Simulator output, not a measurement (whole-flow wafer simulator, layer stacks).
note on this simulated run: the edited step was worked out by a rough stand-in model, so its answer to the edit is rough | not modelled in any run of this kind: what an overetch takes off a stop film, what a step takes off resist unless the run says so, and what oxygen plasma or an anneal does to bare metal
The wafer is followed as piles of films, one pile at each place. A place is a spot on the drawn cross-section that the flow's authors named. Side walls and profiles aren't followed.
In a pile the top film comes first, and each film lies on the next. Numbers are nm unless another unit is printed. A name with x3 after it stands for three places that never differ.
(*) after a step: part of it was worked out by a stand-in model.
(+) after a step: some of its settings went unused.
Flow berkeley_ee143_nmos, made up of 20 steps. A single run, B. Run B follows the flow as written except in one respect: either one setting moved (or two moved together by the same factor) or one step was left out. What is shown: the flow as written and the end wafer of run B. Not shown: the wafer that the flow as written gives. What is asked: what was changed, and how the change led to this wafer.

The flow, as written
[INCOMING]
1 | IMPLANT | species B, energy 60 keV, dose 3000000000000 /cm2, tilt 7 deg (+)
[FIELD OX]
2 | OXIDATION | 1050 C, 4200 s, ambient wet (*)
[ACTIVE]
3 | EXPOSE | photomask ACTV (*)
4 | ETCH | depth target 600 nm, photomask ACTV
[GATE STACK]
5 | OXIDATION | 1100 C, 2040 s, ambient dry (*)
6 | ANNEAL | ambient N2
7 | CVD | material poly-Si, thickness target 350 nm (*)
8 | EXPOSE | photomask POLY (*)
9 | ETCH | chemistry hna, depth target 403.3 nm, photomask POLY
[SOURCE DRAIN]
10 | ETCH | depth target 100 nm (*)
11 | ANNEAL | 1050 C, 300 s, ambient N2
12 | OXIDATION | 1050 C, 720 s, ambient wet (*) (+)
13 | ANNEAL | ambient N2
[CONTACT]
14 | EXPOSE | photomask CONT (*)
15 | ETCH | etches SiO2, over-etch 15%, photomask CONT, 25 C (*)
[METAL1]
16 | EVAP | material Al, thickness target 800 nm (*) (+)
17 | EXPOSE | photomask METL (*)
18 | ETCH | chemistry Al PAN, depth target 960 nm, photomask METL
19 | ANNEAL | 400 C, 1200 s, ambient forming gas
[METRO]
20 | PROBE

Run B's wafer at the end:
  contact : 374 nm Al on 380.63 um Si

The reason: step 16, EVAP: thickness target 374 nm was run, whereas the flow has thickness target 800 nm.
The wafer lets one read it off: contact has Al 374, and step 16 as written asks for 800 nm.

The path from the change to this, step by step:
  16 | EVAP | material Al, thickness target 800 nm (*) (+)
      gate, sd, contact, field: Al gains 374 (new film) (as written it would have been: Al gains 800 (new film))
  18 | ETCH | chemistry Al PAN, depth target 960 nm, photomask METL
      gate, sd, field: Al loses 374 (all of it) (as written it would have been: Al loses 800 (all of it))
